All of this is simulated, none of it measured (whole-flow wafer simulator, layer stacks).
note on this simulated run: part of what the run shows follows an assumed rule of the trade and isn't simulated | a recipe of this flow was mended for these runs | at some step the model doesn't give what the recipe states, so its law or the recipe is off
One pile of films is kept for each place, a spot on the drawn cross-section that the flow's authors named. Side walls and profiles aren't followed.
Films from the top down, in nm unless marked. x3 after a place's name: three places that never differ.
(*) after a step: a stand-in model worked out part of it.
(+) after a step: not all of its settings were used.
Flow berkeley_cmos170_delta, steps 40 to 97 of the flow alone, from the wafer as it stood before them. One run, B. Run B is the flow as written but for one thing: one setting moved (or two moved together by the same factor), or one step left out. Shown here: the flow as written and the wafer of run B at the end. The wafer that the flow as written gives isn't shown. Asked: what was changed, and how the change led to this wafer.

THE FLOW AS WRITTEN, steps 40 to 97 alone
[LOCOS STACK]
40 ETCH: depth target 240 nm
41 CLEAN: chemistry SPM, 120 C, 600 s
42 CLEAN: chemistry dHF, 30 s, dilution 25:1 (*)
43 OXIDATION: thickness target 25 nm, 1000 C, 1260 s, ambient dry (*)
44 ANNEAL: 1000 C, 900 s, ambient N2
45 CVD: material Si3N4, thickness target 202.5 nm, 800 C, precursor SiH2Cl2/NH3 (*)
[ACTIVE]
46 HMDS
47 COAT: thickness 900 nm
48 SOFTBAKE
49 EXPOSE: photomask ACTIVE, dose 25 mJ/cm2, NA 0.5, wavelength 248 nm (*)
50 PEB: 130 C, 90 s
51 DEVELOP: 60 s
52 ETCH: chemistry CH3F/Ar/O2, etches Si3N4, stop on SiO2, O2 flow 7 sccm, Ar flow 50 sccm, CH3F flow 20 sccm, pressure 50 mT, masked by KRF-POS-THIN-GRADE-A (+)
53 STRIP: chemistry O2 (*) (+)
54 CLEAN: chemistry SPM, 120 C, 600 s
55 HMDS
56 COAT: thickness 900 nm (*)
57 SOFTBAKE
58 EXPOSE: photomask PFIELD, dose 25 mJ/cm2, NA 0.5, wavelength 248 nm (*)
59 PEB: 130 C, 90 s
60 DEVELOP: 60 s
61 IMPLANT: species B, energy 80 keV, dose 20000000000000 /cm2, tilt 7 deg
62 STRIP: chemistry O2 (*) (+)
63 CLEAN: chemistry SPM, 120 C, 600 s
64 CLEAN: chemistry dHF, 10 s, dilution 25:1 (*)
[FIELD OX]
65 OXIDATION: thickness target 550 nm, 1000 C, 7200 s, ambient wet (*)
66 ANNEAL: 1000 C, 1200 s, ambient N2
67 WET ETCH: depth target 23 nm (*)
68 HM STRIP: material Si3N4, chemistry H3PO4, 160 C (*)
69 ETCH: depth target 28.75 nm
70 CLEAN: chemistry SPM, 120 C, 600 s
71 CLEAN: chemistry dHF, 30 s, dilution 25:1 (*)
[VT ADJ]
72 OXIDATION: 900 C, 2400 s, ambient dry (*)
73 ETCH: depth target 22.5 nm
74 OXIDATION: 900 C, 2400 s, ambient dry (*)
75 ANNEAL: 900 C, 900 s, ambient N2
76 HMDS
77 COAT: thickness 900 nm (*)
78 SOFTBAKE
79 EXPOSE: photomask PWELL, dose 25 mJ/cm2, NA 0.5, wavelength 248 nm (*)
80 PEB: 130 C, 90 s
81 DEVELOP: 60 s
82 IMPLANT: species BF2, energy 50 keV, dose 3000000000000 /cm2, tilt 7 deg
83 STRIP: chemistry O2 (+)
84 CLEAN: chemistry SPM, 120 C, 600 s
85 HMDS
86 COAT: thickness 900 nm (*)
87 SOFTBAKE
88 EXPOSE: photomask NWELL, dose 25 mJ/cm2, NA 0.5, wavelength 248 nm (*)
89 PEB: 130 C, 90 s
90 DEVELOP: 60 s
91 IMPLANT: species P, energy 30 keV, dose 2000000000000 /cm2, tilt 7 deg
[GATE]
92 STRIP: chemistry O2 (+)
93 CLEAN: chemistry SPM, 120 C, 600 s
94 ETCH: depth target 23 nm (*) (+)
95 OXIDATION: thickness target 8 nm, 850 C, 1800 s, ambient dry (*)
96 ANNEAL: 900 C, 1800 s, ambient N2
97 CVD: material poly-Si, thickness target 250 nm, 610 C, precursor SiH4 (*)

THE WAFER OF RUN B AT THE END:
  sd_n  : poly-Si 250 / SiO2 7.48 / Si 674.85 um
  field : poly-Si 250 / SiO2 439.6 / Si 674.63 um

The cause: step 45, CVD: thickness target 324 nm was run, where the flow has thickness target 202.5 nm.

How the change led to this, step by step:
  45 CVD: material Si3N4, thickness target 202.5 nm, 800 C, precursor SiH2Cl2/NH3 (*)
      field, sd_n, spacer_n and 6 more: Si3N4 +324 (new film) (as written it would be: Si3N4 +202.5 (new film))
  52 ETCH: chemistry CH3F/Ar/O2, etches Si3N4, stop on SiO2, O2 flow 7 sccm, Ar flow 50 sccm, CH3F flow 20 sccm, pressure 50 mT, masked by KRF-POS-THIN-GRADE-A (+)
      sd_n, spacer_n, gate, sd_p, spacer_p, gate_p, contact, m1: KrF-resist -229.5 (as written it would be: KrF-resist -148.5)
      field: Si3N4 -324 (all of it), SiO2 -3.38 (as written it would be: Si3N4 -202.5 (all of it), SiO2 -3.38)
  53 STRIP: chemistry O2 (*) (+)
      sd_n, spacer_n, gate, sd_p, spacer_p, gate_p, contact, m1: KrF-resist -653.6 (all of it) (as written it would be: KrF-resist -734.6 (all of it))
  56 COAT: thickness 900 nm (*)
      field: KrF-resist +990.8 (new film) (as written it would be: KrF-resist +956.4 (new film))
      sd_n: KrF-resist +733 (new film) (as written it would be: KrF-resist +794.3 (new film))
      (and at 7 more places)
  60 DEVELOP: 60 s
      field: KrF-resist -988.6 (all of it) (as written it would be: KrF-resist -954.2 (all of it))
  62 STRIP: chemistry O2 (*) (+)
      sd_n: KrF-resist -716.5 (all of it) (as written it would be: KrF-resist -777.7 (all of it))
      spacer_n: KrF-resist -766.4 (all of it) (as written it would be: KrF-resist -807.8 (all of it))
      (and at 6 more places)
  65 OXIDATION: thickness target 550 nm, 1000 C, 7200 s, ambient wet (*)
      sd_n, sd_p: SiO2 +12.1 (new film), Si3N4 -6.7 (as written it would be: SiO2 +12.1 (new film), Si3N4 -6.7, SiO2 +0.15, Si -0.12)
  68 HM STRIP: material Si3N4, chemistry H3PO4, 160 C (*)
      sd_n, spacer_n, gate, sd_p, spacer_p, gate_p, contact, m1: Si3N4 -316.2 (all of it), SiO2 -14.7 (as written it would be: Si3N4 -194.7 (all of it), SiO2 -9.06)
      field: SiO2 -24.6 (as written it would be: SiO2 -15.1)
  69 ETCH: depth target 28.75 nm
      spacer_n, gate, spacer_p, gate_p, m1: SiO2 -11.8 (all of it) (as written it would be: SiO2 -17.5 (all of it))
      sd_n, sd_p: SiO2 -11.8 (all of it) (as written it would be: SiO2 -17.6 (all of it))
      (and at 1 more place)
